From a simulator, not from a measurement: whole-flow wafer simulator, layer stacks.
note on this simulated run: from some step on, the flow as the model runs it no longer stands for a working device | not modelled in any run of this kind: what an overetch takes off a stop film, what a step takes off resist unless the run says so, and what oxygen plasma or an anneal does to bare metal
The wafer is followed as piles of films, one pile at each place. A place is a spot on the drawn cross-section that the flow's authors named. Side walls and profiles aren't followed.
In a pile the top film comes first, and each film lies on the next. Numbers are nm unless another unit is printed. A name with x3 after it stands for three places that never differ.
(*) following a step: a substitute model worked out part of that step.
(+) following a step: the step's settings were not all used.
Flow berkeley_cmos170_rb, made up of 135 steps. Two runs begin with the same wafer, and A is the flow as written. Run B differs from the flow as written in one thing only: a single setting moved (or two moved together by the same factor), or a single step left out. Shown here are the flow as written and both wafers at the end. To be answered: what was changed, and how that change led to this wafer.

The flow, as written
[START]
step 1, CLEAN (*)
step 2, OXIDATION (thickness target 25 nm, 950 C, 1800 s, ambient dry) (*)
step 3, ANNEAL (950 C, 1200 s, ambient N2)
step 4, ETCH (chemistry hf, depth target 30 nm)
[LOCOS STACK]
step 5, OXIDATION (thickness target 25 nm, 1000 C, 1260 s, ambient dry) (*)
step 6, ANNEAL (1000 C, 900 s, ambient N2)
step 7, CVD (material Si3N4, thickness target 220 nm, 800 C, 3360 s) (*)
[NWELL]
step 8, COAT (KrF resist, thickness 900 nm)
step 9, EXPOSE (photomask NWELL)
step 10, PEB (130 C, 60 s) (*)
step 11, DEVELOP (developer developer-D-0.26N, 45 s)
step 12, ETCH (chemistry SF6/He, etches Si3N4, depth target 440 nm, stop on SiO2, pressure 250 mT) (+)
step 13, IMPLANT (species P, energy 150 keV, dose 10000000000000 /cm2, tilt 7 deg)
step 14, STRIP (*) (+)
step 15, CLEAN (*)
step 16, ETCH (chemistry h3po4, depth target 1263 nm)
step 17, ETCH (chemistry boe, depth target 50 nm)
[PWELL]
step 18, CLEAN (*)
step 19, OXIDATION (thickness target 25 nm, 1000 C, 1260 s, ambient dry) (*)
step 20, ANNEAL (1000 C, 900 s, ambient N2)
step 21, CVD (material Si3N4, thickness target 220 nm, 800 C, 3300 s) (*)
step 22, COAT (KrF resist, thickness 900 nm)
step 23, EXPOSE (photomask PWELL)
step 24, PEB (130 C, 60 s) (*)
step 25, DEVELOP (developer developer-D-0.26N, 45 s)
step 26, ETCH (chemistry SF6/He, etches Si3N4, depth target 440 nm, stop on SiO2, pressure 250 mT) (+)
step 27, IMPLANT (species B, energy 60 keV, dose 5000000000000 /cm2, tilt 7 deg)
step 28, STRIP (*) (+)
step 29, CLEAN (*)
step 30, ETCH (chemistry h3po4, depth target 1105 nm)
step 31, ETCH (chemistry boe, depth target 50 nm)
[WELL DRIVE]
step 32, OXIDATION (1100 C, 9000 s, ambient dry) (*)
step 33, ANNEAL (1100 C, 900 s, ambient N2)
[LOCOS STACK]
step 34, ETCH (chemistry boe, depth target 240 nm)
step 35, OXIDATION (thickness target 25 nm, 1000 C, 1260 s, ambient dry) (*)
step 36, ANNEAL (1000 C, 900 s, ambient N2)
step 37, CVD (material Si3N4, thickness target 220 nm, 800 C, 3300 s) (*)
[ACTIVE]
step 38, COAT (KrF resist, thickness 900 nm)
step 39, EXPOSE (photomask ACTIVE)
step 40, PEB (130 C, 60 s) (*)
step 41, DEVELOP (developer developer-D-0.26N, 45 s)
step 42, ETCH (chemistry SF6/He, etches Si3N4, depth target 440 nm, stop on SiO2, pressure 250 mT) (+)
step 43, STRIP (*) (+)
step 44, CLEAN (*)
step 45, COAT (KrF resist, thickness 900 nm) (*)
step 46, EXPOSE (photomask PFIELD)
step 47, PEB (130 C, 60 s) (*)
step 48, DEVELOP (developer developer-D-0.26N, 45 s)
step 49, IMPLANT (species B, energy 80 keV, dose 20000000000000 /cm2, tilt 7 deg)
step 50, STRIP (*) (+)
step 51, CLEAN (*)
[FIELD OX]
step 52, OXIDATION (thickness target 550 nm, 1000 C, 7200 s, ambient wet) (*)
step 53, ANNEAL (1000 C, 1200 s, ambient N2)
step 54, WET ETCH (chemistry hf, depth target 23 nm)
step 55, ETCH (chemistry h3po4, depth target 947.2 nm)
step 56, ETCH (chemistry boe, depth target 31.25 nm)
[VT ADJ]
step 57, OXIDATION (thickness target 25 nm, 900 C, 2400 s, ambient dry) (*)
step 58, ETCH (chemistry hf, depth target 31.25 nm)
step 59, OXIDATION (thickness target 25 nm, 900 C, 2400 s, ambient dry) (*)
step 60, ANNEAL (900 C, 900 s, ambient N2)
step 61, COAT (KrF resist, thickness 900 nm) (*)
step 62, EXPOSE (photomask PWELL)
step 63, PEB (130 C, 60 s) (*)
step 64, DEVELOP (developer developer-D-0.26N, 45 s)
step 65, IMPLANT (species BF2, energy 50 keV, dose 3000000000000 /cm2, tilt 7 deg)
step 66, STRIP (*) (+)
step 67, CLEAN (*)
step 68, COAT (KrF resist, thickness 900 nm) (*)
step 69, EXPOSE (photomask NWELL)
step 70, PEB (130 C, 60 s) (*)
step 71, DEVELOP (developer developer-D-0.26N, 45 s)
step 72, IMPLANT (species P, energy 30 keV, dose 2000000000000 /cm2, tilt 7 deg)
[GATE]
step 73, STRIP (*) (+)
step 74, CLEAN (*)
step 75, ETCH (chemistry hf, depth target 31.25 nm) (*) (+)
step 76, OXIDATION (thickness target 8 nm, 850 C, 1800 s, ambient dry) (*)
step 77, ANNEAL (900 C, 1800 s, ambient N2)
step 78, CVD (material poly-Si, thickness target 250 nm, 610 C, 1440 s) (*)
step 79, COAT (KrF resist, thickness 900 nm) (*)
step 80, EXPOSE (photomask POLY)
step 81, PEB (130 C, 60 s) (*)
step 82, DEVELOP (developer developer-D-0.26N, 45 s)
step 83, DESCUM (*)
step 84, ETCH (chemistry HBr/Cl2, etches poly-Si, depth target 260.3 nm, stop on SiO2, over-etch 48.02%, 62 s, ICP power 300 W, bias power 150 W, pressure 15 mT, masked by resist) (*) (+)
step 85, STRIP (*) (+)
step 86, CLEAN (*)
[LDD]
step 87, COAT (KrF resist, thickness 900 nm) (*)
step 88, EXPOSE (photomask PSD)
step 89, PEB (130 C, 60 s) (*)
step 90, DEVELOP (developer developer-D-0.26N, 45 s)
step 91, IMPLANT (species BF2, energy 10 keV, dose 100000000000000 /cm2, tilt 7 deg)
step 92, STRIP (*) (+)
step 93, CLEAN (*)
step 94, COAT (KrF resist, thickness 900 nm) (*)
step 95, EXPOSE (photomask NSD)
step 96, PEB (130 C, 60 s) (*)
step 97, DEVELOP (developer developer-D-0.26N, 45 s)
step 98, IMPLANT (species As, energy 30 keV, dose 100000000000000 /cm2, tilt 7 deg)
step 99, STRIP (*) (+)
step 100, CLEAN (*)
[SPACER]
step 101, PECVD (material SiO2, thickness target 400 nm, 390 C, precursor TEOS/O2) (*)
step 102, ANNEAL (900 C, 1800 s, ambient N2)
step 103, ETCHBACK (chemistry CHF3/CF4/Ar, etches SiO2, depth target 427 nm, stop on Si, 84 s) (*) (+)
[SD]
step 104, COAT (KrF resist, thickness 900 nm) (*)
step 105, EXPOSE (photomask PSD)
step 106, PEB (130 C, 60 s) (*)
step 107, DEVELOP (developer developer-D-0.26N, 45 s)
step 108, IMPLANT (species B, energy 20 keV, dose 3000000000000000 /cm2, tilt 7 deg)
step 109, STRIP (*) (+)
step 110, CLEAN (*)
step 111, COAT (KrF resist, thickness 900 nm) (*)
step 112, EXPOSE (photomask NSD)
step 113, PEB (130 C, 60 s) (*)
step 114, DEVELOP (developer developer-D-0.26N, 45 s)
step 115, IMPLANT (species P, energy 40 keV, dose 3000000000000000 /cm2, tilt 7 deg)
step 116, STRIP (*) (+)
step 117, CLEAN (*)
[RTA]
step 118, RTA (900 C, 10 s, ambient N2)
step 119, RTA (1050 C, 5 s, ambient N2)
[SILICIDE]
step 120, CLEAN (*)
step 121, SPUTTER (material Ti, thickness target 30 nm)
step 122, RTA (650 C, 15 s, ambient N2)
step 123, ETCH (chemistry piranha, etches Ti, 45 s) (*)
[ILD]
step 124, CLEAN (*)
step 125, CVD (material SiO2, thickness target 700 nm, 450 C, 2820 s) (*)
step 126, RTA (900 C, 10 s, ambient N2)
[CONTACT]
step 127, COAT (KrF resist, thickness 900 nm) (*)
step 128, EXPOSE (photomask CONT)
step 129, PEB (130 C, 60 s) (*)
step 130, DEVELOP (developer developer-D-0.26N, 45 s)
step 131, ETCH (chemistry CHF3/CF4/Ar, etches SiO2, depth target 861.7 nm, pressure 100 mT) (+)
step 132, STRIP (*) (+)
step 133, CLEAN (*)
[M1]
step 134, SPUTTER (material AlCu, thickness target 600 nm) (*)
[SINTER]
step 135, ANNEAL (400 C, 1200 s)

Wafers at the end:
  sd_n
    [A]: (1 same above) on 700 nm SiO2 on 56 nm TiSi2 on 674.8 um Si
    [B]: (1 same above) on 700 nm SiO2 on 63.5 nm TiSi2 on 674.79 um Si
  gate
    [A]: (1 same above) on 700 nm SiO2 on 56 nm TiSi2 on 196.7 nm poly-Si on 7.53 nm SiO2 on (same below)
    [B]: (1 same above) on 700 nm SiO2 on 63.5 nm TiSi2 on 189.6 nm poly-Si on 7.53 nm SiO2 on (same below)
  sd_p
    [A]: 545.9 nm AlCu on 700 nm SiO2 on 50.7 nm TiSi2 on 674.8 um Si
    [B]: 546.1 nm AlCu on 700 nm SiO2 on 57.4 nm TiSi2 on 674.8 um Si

Cause: step 121, SPUTTER: thickness target 34 nm was run, while the flow as written has thickness target 30 nm.

How this came from the change, step by step:
  step 121, SPUTTER (material Ti, thickness target 30 nm)
      field, sd_n, spacer_n, gate, spacer_p, gate_p, contact, m1: A Ti gains 30 (new film) | B Ti gains 34 (new film)
      sd_p: A Ti gains 27.1 (new film) | B Ti gains 30.7 (new film)
  step 122, RTA (650 C, 15 s, ambient N2)
      sd_n, contact, m1: A Ti loses 23.4, TiSi first gains 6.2 (new film), TiSi2 C49 gains 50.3 (new film), Si loses 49 | B Ti loses 26.5, TiSi first gains 14.4 (new film), TiSi2 C49 gains 46 (new film), Si loses 50.6
      gate, gate_p: A Ti loses 23.4, TiSi first gains 6.2 (new film), TiSi2 C49 gains 50.3 (new film), poly-Si loses 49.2 | B Ti loses 26.5, TiSi first gains 14.4 (new film), TiSi2 C49 gains 46 (new film), poly-Si loses 50.8
      (also at 1 further place)
  step 123, ETCH (chemistry piranha, etches Ti, 45 s) (*)
      sd_n, gate, gate_p, contact, m1: A Ti loses 6.6 (all of it) | B Ti loses 7.48 (all of it)
      field, spacer_n, spacer_p: A Ti loses 30 (all of it) | B Ti loses 34 (all of it)
      (also at 1 further place)
  step 126, RTA (900 C, 10 s, ambient N2)
      sd_n, contact, m1: A under 1 film: TiSi2 gains 56 (new film), TiSi first loses 6.2 (all of it), TiSi2 C49 loses 50.3 (all of it), Si loses 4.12 | B under 1 film: TiSi2 gains 63.5 (new film), TiSi first loses 14.4 (all of it), TiSi2 C49 loses 46 (all of it), Si loses 9.58
      gate, gate_p: A under 1 film: TiSi2 gains 56 (new film), TiSi first loses 6.2 (all of it), TiSi2 C49 loses 50.3 (all of it), poly-Si loses 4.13 | B under 1 film: TiSi2 gains 63.5 (new film), TiSi first loses 14.4 (all of it), TiSi2 C49 loses 46 (all of it), poly-Si loses 9.62
      (also at 1 further place)
